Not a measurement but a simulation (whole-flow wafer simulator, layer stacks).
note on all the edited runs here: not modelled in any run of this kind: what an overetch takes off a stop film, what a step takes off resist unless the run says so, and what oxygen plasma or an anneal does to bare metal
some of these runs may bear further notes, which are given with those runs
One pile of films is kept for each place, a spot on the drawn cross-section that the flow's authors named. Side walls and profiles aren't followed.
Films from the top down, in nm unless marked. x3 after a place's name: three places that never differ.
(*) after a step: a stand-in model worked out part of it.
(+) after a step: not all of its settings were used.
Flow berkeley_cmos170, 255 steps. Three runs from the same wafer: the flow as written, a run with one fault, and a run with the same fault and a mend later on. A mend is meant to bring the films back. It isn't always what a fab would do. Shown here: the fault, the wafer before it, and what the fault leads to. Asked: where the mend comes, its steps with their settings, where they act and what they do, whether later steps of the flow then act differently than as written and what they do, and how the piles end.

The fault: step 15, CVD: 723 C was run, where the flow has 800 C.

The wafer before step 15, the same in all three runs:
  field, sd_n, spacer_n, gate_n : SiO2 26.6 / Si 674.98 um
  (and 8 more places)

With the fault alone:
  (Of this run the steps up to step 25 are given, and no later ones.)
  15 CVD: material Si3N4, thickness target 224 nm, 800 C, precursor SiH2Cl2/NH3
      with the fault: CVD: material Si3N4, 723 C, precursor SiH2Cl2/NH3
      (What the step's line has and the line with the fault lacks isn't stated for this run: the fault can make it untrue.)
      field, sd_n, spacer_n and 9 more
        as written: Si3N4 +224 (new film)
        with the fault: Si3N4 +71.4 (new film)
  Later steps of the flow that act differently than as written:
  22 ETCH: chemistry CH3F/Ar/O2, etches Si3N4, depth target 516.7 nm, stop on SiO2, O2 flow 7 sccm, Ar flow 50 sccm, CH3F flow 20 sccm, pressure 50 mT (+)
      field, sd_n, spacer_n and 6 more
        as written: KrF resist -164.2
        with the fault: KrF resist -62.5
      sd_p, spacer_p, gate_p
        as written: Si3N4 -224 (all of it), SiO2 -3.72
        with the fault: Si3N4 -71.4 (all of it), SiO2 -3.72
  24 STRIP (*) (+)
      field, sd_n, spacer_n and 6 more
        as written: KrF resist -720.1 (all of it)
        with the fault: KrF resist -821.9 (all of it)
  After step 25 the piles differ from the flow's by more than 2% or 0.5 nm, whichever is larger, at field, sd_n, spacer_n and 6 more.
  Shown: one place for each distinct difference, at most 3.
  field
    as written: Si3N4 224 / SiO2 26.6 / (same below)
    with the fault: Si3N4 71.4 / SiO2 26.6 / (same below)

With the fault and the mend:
  The mend comes after step 15.
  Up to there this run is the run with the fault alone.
  15a CVD: material Si3N4, thickness target 153 nm, 800 C, precursor SiH2Cl2/NH3 (the flow's step 15 once more, with other settings)
      field, sd_n, spacer_n and 9 more
        Si3N4 +153
  No later step of the flow acts differently than as written, at any place that is followed, by more than 2% or 0.5 nm, whichever is larger.
  At the end the piles are the same as the flow's at every place that both follow.
